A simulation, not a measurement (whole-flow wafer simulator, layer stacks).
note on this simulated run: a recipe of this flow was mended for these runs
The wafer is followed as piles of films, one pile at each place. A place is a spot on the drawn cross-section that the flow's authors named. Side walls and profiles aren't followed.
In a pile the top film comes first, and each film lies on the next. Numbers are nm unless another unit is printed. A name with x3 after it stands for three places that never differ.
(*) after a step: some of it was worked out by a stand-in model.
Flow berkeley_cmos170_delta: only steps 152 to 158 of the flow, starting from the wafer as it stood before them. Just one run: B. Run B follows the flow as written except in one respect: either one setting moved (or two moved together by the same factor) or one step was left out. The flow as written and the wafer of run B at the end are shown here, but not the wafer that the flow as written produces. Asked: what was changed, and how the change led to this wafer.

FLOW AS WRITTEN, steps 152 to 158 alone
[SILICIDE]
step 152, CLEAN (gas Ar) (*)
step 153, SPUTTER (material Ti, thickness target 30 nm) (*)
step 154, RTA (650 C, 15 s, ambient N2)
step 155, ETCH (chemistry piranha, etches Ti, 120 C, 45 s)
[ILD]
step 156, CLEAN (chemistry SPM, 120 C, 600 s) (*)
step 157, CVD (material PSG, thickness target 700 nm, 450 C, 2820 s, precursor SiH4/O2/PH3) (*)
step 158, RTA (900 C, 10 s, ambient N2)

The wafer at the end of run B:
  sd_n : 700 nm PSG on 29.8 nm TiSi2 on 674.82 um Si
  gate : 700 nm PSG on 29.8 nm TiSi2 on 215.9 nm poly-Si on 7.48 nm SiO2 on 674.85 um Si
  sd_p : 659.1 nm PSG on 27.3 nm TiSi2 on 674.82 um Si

The reason: step 153, SPUTTER: thickness target 16 nm was run, whereas the flow has thickness target 30 nm.

Step by step, how the change led to this:
  step 153, SPUTTER (material Ti, thickness target 30 nm) (*)
      field, sd_n, spacer_n, gate, spacer_p, gate_p, contact x2: +16 Ti (new film) (as written it would have been: +30 Ti (new film))
      sd_p: +14.7 Ti (new film) (as written it would have been: +27.5 Ti (new film))
  step 154, RTA (650 C, 15 s, ambient N2)
      sd_n, contact x2: -12.5 Ti, +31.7 TiSi2 C49 (new film), -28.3 Si (as written it would have been: -23.4 Ti, +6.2 TiSi first (new film), +50.3 TiSi2 C49 (new film), -49 Si)
      gate, gate_p: -12.5 Ti, +31.7 TiSi2 C49 (new film), -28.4 poly-Si (as written it would have been: -23.4 Ti, +6.2 TiSi first (new film), +50.3 TiSi2 C49 (new film), -49.2 poly-Si)
      (as well as at 1 more place)
  step 155, ETCH (chemistry piranha, etches Ti, 120 C, 45 s)
      sd_n, gate, gate_p, contact x2: -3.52 Ti (all of it), -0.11 TiSi2 C49 (as written it would have been: -6.6 Ti (all of it), -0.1 TiSi first)
      sd_p: -3.23 Ti (all of it), -0.11 TiSi2 C49 (as written it would have been: -6.05 Ti (all of it), -0.1 TiSi first)
      (as well as at 3 more places)
  step 158, RTA (900 C, 10 s, ambient N2)
      sd_n, contact x2: under 1 film: +29.8 TiSi2 (new film), -31.6 TiSi2 C49 (all of it) (as written it would have been: under 1 film: +55.9 TiSi2 (new film), -6.09 TiSi first (all of it), -50.3 TiSi2 C49 (all of it), -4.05 Si)
      gate, gate_p: under 1 film: +29.8 TiSi2 (new film), -31.6 TiSi2 C49 (all of it) (as written it would have been: under 1 film: +55.9 TiSi2 (new film), -6.09 TiSi first (all of it), -50.3 TiSi2 C49 (all of it), -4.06 poly-Si)
      (as well as at 1 more place)
